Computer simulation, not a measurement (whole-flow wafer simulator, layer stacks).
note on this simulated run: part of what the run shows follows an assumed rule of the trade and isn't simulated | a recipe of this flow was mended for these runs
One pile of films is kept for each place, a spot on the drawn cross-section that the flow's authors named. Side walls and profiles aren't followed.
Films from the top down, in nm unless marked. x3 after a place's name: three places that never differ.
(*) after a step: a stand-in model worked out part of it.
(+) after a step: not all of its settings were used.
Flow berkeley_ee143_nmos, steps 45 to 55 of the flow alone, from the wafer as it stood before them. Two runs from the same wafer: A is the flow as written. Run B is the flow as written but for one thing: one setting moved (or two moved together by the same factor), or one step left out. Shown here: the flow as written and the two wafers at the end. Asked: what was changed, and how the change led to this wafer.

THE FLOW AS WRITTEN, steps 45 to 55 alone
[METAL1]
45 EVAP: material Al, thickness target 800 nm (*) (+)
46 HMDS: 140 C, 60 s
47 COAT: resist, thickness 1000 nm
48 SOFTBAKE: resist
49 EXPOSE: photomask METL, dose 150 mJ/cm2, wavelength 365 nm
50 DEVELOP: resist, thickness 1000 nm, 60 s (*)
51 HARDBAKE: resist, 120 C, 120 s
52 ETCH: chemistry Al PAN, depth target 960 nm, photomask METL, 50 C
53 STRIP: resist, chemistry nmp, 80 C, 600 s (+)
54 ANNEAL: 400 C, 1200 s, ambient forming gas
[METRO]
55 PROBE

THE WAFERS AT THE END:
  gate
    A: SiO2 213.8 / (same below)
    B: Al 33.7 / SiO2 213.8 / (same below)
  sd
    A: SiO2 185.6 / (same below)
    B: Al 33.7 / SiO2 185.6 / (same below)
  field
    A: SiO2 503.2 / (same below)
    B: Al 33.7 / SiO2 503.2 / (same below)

The cause: step 52, ETCH: depth target 753 nm was run, where the flow has depth target 960 nm.

How the change led to this, step by step:
  52 ETCH: chemistry Al PAN, depth target 960 nm, photomask METL, 50 C
      gate, sd, field: A Al -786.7 (all of it) | B Al -753
Counting metal films that touch as one body, gate has 1 body; the flow as written gives 0 bodies.
Counting metal films that touch as one body, sd has 1 body; the flow as written gives 0 bodies.
Counting metal films that touch as one body, field has 1 body; the flow as written gives 0 bodies.
